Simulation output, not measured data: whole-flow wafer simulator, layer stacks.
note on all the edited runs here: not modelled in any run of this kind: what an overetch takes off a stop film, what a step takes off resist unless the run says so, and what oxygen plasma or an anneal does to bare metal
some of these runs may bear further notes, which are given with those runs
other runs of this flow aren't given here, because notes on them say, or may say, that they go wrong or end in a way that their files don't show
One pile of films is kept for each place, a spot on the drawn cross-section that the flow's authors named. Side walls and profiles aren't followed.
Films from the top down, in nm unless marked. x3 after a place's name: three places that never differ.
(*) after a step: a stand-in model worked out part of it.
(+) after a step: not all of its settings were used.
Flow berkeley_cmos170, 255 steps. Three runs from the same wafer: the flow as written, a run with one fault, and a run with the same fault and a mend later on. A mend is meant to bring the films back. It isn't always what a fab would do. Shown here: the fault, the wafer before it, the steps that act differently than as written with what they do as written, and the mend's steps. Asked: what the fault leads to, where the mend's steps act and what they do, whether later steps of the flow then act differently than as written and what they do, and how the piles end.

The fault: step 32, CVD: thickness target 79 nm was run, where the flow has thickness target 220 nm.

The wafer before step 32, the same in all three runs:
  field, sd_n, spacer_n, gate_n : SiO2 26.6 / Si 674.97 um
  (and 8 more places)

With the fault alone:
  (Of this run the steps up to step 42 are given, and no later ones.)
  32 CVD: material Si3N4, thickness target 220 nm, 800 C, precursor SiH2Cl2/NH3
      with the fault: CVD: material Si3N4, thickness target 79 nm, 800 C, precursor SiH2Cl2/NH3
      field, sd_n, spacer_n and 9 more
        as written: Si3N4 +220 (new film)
        with the fault: Si3N4 +79 (new film)
  Later steps of the flow that act differently than as written:
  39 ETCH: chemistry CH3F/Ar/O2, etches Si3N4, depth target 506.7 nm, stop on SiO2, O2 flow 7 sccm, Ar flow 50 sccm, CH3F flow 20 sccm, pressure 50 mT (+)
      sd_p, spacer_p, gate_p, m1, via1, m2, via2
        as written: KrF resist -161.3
        with the fault: KrF resist -67.3
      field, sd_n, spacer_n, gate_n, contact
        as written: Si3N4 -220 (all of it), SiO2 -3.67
        with the fault: Si3N4 -79 (all of it), SiO2 -3.67
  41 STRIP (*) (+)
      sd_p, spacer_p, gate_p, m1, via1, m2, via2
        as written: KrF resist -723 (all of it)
        with the fault: KrF resist -817 (all of it)
  After step 42 the piles differ from the flow's by more than 2% or 0.5 nm, whichever is larger, at sd_p, spacer_p, gate_p, m1, via1, m2, via2.
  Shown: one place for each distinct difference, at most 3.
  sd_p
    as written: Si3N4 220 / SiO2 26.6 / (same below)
    with the fault: Si3N4 79 / SiO2 26.6 / (same below)

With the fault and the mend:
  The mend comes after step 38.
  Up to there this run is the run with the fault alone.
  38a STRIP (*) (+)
      sd_p, spacer_p, gate_p, m1, via1, m2, via2
        KrF resist -884.4 (all of it)
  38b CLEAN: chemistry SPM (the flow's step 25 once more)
      changes no film at any place that is followed
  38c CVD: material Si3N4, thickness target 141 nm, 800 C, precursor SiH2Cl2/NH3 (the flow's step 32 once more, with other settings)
      field, sd_n, spacer_n and 9 more
        Si3N4 +141
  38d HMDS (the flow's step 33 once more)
      changes no film at any place that is followed
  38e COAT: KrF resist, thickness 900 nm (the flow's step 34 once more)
      field, sd_n, spacer_n and 9 more
        KrF resist +900 (new film)
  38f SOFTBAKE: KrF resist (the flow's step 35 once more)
      changes no film at any place that is followed
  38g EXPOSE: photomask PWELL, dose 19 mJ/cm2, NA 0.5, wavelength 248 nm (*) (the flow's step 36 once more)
      changes no film at any place that is followed
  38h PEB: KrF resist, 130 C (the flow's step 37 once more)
      field, sd_n, spacer_n and 9 more
        KrF resist -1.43
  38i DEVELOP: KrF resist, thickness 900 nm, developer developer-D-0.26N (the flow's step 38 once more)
      sd_p, spacer_p, gate_p, m1, via1, m2, via2
        KrF resist -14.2
      field, sd_n, spacer_n, gate_n, contact
        KrF resist -898.6 (all of it)
  No later step of the flow acts differently than as written at any place that is followed.
  At the end the piles are the same as the flow's at every place that both follow.
